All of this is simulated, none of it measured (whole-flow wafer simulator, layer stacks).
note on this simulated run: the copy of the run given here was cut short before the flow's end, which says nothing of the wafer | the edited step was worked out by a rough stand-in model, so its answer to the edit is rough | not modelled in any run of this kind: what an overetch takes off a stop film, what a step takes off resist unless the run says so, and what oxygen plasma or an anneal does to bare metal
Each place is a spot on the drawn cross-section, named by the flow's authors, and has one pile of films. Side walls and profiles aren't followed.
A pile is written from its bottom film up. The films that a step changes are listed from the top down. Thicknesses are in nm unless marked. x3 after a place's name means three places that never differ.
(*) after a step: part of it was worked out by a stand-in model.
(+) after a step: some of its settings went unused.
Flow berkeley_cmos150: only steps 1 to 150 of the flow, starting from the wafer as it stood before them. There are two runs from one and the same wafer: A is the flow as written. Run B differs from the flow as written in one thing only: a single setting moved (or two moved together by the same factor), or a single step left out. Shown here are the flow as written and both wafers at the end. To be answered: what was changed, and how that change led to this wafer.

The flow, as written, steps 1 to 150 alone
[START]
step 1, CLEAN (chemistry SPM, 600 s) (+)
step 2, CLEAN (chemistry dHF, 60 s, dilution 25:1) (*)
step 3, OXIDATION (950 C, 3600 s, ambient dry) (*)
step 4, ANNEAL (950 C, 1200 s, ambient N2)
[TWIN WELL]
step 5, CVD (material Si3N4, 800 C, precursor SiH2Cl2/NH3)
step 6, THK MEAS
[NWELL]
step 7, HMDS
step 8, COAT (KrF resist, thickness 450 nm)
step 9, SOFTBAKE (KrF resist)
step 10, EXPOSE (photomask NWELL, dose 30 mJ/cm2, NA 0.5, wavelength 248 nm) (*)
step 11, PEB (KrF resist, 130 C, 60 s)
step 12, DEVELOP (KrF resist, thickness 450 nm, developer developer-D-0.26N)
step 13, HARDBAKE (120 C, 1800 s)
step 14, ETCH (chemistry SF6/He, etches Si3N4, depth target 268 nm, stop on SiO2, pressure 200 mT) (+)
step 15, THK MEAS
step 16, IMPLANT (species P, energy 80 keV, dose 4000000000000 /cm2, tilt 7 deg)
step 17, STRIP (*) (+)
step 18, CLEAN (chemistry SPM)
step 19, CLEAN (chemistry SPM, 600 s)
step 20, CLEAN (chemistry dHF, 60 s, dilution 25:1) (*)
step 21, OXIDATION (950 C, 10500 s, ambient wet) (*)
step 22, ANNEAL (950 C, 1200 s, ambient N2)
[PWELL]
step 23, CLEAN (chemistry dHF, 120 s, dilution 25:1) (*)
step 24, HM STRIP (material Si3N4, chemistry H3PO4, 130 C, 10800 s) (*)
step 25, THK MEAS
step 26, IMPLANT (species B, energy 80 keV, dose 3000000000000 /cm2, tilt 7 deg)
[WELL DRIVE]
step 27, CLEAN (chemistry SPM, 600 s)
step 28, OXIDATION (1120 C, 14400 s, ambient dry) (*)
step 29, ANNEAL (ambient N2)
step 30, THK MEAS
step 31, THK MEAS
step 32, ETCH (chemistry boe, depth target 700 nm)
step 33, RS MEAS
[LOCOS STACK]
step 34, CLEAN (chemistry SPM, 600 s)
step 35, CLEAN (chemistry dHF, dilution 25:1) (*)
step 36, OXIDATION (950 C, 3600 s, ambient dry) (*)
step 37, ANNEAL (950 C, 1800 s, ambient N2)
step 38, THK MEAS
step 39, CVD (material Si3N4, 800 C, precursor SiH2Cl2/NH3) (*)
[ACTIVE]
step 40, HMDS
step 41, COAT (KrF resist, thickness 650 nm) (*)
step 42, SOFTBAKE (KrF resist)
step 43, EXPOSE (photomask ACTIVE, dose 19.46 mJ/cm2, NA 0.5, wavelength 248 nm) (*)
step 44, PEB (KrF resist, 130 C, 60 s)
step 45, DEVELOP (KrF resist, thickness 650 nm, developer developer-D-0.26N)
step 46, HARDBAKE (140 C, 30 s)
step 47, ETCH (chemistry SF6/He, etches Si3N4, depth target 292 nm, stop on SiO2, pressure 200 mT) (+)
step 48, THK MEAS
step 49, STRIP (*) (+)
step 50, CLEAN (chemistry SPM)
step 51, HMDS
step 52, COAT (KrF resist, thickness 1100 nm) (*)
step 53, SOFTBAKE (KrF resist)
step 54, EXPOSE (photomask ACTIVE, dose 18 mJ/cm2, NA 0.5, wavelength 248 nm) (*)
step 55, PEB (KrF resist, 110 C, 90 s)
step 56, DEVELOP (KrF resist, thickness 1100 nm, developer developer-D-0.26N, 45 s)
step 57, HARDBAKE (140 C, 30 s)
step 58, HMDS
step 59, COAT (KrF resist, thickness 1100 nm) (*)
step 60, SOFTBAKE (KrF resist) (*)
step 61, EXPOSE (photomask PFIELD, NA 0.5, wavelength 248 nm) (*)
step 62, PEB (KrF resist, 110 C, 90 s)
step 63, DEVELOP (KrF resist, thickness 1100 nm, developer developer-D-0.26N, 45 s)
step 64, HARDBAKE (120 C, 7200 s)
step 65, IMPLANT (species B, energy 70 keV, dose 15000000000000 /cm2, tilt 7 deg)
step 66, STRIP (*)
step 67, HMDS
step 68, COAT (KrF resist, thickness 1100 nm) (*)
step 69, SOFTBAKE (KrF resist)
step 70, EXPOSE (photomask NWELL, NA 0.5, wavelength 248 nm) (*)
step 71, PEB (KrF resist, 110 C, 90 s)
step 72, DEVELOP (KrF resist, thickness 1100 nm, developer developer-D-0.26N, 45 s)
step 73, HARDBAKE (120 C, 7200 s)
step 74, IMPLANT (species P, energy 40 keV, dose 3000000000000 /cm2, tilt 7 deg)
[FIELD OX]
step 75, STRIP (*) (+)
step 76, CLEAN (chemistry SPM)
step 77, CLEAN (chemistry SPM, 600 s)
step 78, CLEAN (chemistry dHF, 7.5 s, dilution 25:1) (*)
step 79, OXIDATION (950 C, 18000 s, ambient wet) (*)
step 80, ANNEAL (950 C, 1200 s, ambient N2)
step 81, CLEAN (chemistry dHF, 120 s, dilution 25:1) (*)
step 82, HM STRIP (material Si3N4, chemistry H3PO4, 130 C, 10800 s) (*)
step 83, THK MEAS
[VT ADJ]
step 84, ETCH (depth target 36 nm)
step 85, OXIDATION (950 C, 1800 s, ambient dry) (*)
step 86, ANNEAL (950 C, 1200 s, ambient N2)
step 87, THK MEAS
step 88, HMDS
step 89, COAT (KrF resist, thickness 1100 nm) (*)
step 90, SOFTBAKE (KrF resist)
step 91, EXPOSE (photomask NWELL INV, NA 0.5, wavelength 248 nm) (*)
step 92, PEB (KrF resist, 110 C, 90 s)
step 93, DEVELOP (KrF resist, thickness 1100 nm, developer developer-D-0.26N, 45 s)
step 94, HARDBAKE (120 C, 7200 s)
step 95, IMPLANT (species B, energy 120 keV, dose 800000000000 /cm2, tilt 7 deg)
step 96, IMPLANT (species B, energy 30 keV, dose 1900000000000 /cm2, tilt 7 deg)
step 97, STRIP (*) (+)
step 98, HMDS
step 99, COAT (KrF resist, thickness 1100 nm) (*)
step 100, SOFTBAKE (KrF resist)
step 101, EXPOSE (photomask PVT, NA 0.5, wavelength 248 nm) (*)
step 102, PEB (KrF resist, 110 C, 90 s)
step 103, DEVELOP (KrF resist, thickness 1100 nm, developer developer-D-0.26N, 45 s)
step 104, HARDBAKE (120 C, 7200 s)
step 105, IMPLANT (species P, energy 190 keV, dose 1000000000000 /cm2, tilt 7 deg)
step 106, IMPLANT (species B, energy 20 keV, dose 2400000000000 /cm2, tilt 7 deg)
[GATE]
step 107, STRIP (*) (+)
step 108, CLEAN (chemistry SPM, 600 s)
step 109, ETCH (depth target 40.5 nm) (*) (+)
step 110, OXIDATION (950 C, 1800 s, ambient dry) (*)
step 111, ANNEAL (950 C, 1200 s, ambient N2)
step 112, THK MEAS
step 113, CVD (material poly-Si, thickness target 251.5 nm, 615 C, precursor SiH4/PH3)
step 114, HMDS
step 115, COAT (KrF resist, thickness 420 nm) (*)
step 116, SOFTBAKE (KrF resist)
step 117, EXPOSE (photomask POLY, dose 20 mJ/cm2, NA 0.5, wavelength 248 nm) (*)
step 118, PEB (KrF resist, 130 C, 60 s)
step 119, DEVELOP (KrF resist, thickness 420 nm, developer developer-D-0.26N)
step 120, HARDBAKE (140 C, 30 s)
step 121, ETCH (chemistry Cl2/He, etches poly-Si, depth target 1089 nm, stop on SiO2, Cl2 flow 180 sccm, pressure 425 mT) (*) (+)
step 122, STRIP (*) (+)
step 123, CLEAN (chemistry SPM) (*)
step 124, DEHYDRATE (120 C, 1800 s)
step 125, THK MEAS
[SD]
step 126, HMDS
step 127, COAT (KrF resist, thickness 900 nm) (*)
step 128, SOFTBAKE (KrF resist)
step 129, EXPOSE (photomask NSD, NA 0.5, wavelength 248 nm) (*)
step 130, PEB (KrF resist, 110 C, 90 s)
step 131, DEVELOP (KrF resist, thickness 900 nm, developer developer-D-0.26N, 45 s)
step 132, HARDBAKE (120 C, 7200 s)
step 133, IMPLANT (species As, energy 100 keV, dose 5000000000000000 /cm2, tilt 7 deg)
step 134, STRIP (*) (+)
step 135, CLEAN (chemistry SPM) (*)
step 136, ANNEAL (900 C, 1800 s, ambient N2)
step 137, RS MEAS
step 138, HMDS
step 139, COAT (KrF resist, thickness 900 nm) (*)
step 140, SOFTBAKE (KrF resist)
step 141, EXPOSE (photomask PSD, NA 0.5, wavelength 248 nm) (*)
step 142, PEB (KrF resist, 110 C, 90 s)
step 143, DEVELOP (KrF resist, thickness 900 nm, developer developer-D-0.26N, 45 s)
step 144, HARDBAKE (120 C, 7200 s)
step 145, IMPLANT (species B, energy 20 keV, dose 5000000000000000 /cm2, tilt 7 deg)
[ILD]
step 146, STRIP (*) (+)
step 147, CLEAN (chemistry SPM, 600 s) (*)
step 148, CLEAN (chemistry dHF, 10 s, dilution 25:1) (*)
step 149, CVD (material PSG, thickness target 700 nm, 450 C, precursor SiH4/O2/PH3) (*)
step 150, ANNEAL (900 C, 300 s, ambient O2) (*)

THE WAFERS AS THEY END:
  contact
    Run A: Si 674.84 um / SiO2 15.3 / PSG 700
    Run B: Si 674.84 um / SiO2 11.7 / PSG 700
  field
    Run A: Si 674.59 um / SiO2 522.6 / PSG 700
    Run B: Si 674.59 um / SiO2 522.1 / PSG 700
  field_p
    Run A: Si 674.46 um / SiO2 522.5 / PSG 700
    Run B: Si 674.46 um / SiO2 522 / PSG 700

The reason: step 110, OXIDATION: 932 C was run, while the flow as written has 950 C.

The path from the change to this, step by step:
  step 110, OXIDATION (950 C, 1800 s, ambient dry) (*)
      sd_n, gate_n, sd_p, gate_p, contact, m1: A +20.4 SiO2 (new film), -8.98 Si | B +16.8 SiO2 (new film), -7.41 Si
      field, field_p: A +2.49 SiO2, -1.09 Si | B +1.99 SiO2, -0.88 Si
